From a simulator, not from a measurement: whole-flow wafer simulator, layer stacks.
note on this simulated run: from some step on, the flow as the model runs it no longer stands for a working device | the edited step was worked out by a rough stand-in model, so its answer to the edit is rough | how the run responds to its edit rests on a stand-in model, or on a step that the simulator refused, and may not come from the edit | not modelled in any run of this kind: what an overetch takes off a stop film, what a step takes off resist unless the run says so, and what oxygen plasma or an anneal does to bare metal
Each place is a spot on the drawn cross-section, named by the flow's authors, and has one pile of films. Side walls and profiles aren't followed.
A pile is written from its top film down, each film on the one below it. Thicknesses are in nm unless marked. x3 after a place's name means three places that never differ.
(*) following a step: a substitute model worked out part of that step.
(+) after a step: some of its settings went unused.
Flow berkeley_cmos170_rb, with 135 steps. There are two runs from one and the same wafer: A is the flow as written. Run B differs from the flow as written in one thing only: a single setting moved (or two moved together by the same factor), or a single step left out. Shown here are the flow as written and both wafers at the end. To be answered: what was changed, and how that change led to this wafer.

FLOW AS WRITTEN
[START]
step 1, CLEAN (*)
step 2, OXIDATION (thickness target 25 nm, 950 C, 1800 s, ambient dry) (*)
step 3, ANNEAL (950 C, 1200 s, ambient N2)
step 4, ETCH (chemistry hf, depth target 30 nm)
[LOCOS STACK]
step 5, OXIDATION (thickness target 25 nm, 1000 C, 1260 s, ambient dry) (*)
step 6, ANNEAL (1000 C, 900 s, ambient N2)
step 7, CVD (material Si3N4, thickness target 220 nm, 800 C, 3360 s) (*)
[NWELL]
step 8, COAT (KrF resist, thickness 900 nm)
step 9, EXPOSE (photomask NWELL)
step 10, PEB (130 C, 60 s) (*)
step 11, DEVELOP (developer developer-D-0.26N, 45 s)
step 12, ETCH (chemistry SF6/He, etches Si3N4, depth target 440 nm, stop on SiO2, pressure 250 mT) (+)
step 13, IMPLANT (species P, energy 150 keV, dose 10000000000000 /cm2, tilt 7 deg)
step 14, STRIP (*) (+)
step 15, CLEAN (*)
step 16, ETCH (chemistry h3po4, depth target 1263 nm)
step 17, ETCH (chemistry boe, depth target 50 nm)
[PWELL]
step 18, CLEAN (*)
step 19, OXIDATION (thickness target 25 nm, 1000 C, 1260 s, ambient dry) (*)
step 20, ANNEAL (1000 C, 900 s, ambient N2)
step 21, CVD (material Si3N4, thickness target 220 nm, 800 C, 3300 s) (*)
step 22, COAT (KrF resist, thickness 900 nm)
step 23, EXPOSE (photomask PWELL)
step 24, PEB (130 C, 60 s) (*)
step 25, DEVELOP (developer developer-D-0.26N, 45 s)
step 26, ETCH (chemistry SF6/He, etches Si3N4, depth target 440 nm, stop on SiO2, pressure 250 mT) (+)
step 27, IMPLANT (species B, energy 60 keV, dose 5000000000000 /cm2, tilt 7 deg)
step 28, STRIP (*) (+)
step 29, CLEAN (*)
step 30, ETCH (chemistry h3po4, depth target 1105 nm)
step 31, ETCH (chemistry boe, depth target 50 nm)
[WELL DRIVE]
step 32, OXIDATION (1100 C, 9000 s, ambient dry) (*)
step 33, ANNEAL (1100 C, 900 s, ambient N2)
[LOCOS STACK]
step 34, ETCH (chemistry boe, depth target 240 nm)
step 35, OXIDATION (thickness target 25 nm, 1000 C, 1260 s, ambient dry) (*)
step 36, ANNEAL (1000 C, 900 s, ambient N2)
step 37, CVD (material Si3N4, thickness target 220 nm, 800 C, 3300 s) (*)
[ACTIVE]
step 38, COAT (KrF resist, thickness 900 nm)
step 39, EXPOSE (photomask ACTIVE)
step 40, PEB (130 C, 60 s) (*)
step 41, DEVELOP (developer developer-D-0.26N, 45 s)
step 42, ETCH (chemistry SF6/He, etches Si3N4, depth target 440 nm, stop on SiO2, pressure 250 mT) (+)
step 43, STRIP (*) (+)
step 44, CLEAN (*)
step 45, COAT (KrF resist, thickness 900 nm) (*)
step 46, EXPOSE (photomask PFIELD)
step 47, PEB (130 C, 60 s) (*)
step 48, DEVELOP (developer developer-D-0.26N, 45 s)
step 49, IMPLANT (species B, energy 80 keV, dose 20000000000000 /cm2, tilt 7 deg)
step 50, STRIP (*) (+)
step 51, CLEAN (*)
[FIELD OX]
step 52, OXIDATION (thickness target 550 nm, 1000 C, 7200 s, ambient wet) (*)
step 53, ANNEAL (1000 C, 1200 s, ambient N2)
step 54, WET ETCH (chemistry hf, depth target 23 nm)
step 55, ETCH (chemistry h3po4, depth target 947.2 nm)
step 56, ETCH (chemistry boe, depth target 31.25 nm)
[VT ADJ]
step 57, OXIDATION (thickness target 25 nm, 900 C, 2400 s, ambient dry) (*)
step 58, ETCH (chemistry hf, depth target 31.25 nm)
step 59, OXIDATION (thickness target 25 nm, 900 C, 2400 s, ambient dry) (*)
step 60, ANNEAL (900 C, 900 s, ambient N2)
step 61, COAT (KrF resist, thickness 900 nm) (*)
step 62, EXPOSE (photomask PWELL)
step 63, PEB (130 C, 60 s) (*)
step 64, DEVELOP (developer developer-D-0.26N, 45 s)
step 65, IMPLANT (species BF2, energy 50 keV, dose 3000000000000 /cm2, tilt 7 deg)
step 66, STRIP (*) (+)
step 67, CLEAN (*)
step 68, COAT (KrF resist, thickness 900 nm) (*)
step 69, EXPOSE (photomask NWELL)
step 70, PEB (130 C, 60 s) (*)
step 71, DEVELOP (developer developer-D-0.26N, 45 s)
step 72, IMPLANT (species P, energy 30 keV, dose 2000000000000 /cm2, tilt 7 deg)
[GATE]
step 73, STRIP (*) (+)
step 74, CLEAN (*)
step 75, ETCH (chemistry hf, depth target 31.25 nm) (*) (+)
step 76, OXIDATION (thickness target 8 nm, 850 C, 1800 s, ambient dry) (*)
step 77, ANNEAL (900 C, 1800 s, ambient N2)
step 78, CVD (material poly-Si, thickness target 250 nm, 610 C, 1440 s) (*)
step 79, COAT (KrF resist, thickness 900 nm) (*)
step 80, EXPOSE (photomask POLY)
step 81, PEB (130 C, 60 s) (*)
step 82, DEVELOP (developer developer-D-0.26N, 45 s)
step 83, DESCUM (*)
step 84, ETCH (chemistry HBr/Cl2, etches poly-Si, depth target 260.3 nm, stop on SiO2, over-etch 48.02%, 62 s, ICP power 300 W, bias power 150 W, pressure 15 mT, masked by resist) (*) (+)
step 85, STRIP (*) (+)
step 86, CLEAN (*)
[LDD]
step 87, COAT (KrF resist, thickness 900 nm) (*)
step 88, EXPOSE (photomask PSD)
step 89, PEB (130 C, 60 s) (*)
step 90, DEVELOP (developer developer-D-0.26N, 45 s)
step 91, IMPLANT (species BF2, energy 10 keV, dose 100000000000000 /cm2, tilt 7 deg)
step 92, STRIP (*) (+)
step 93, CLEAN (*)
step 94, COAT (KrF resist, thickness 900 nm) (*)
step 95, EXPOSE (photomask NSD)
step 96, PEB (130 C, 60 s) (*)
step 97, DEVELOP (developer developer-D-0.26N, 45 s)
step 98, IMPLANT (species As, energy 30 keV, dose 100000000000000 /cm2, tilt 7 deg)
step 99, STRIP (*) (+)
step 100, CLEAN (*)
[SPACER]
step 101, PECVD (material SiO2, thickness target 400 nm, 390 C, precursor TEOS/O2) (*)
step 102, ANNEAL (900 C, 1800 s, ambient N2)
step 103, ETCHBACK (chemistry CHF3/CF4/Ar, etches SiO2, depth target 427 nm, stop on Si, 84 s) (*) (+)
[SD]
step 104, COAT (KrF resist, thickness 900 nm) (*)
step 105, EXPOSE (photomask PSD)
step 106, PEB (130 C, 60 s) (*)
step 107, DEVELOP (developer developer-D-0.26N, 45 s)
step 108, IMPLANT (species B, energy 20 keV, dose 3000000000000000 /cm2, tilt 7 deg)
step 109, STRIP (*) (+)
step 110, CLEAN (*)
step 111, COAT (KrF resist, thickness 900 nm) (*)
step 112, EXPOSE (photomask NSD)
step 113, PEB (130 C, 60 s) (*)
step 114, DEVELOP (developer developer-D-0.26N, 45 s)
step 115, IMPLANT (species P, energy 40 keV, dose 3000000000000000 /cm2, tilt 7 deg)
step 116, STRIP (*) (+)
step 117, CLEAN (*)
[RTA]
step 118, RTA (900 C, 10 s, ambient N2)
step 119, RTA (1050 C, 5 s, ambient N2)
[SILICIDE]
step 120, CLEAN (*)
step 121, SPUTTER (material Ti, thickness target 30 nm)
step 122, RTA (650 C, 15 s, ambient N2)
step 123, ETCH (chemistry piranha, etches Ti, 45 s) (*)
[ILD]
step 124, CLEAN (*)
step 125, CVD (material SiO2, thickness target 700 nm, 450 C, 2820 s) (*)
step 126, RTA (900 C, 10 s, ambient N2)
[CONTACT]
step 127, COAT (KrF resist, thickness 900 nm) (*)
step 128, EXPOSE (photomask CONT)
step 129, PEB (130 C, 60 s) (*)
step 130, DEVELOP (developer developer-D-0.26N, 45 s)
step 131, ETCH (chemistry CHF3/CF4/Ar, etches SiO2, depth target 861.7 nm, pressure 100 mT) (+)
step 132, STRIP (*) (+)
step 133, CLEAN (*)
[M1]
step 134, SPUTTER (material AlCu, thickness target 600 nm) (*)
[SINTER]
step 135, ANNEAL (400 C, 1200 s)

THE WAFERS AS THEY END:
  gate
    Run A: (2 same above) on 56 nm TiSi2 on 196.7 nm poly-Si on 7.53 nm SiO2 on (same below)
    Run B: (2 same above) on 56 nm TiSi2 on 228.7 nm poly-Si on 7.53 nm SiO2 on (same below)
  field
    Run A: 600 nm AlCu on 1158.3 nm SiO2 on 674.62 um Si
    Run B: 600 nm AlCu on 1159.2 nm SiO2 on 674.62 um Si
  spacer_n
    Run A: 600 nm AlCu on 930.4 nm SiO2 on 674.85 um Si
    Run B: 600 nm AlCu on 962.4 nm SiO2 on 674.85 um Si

The reason: step 78, CVD: thickness target 282 nm was run, while the flow as written has thickness target 250 nm; step 78, CVD: 1623 s was run, where the flow has 1440 s.

The path from the change to this, step by step:
  step 78, CVD (material poly-Si, thickness target 250 nm, 610 C, 1440 s) (*)
      field, sd_n, spacer_n and 6 more: A +250 poly-Si (new film) | B +282 poly-Si (new film)
  step 84, ETCH (chemistry HBr/Cl2, etches poly-Si, depth target 260.3 nm, stop on SiO2, over-etch 48.02%, 62 s, ICP power 300 W, bias power 150 W, pressure 15 mT, masked by resist) (*) (+)
      field, sd_n, spacer_n, sd_p, spacer_p, contact, m1: A -250 poly-Si (all of it), -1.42 SiO2 | B -282 poly-Si (all of it), -0.52 SiO2
  step 87, COAT (KrF resist, thickness 900 nm) (*)
      gate: A +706 KrF resist (new film) | B +681.3 KrF resist (new film)
      gate_p: A +706.3 KrF resist (new film) | B +681.8 KrF resist (new film)
  step 90, DEVELOP (developer developer-D-0.26N, 45 s)
      gate_p: A -706.3 KrF resist (all of it) | B -681.8 KrF resist (all of it)
  step 92, STRIP (*) (+)
      gate: A -691.8 KrF resist (all of it) | B -667.1 KrF resist (all of it)
  step 94, COAT (KrF resist, thickness 900 nm) (*)
      gate: A +706 KrF resist (new film) | B +681.3 KrF resist (new film)
      gate_p: A +706.3 KrF resist (new film) | B +681.8 KrF resist (new film)
  step 97, DEVELOP (developer developer-D-0.26N, 45 s)
      gate: A -706 KrF resist (all of it) | B -681.3 KrF resist (all of it)
  step 99, STRIP (*) (+)
      gate_p: A -692.1 KrF resist (all of it) | B -667.6 KrF resist (all of it)
  step 103, ETCHBACK (chemistry CHF3/CF4/Ar, etches SiO2, depth target 427 nm, stop on Si, 84 s) (*) (+)
      spacer_n, spacer_p: A -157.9 SiO2 | B -126.8 SiO2
  step 104, COAT (KrF resist, thickness 900 nm) (*)
      spacer_n: A +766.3 KrF resist (new film) | B +743.9 KrF resist (new film)
      gate: A +742.1 KrF resist (new film) | B +720.3 KrF resist (new film)
      (as well as at 2 more places)
  step 107, DEVELOP (developer developer-D-0.26N, 45 s)
      spacer_p: A -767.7 KrF resist (all of it) | B -745.2 KrF resist (all of it)
      gate_p: A -743.2 KrF resist (all of it) | B -721.3 KrF resist (all of it)
  step 109, STRIP (*) (+)
      spacer_n: A -752.1 KrF resist (all of it) | B -729.7 KrF resist (all of it)
      gate: A -727.9 KrF resist (all of it) | B -706.1 KrF resist (all of it)
  step 111, COAT (KrF resist, thickness 900 nm) (*)
      spacer_n: A +766.3 KrF resist (new film) | B +743.9 KrF resist (new film)
      gate: A +742.1 KrF resist (new film) | B +720.3 KrF resist (new film)
      (as well as at 2 more places)
  step 114, DEVELOP (developer developer-D-0.26N, 45 s)
      spacer_n: A -766.3 KrF resist (all of it) | B -743.9 KrF resist (all of it)
      gate: A -742.1 KrF resist (all of it) | B -720.3 KrF resist (all of it)
  step 116, STRIP (*) (+)
      spacer_p: A -753.5 KrF resist (all of it) | B -731 KrF resist (all of it)
      gate_p: A -729 KrF resist (all of it) | B -707.1 KrF resist (all of it)
  step 132, STRIP (*) (+)
      spacer_n: A -590.2 KrF resist (all of it) | B -575.5 KrF resist (all of it)
      gate: A -568.8 KrF resist (all of it) | B -556.3 KrF resist (all of it)
      (as well as at 2 more places)
